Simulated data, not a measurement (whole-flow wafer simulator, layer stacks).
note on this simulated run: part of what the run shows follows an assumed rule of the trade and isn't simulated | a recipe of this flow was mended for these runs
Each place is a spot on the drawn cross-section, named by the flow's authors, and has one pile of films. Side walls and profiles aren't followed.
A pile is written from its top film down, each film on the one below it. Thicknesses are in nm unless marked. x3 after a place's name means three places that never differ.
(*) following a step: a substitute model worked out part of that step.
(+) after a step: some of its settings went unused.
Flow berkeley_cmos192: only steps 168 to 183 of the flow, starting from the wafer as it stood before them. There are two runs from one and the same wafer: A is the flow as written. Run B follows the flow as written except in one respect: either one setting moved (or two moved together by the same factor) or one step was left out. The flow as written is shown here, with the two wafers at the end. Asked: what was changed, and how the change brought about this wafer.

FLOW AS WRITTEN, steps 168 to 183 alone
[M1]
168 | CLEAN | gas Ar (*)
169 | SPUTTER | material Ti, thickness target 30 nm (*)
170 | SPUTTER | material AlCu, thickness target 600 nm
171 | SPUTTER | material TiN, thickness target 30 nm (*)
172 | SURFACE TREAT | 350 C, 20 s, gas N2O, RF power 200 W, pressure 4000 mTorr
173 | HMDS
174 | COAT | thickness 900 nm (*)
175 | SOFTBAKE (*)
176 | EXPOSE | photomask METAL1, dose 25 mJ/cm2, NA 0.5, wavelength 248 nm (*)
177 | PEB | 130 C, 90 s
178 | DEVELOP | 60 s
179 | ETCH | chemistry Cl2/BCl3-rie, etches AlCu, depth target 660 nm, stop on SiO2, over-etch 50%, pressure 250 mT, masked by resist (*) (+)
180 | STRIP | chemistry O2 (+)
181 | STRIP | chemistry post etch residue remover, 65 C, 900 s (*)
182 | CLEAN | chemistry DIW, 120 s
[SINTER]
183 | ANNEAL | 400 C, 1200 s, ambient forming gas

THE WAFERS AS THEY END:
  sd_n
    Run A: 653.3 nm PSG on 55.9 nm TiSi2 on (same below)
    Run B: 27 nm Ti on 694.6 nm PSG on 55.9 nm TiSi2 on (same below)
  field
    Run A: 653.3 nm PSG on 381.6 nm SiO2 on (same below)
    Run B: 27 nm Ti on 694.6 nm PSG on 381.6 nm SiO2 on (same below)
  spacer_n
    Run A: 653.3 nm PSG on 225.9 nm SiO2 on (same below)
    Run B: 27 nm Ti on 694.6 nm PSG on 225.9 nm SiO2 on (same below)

What caused this: step 179, ETCH: depth target 422 nm was run, whereas the flow has depth target 660 nm.

The path from the change to this, step by step:
  179 | ETCH | chemistry Cl2/BCl3-rie, etches AlCu, depth target 660 nm, stop on SiO2, over-etch 50%, pressure 250 mT, masked by resist (*) (+)
      field, sd_n, spacer_n, gate, spacer_p, gate_p: A TiN loses 30 (all of it), AlCu loses 600 (all of it), Ti loses 30 (all of it), PSG loses 41.2 | B TiN loses 30 (all of it), AlCu loses 600 (all of it), Ti loses 3
      contact, m1: A KrF-resist loses 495 | B KrF-resist loses 318
      (as well as at 1 more place)
  180 | STRIP | chemistry O2 (+)
      contact: A KrF-resist loses 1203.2 (all of it) | B KrF-resist loses 1380.2 (all of it)
      m1: A KrF-resist loses 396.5 (all of it) | B KrF-resist loses 573.5 (all of it)
If metal films that touch count as one body, sd_n has 1 body; the flow as written gives 0 bodies.
If metal films that touch count as one body, field has 1 body; the flow as written gives 0 bodies.
If metal films that touch count as one body, spacer_n has 1 body; the flow as written gives 0 bodies.
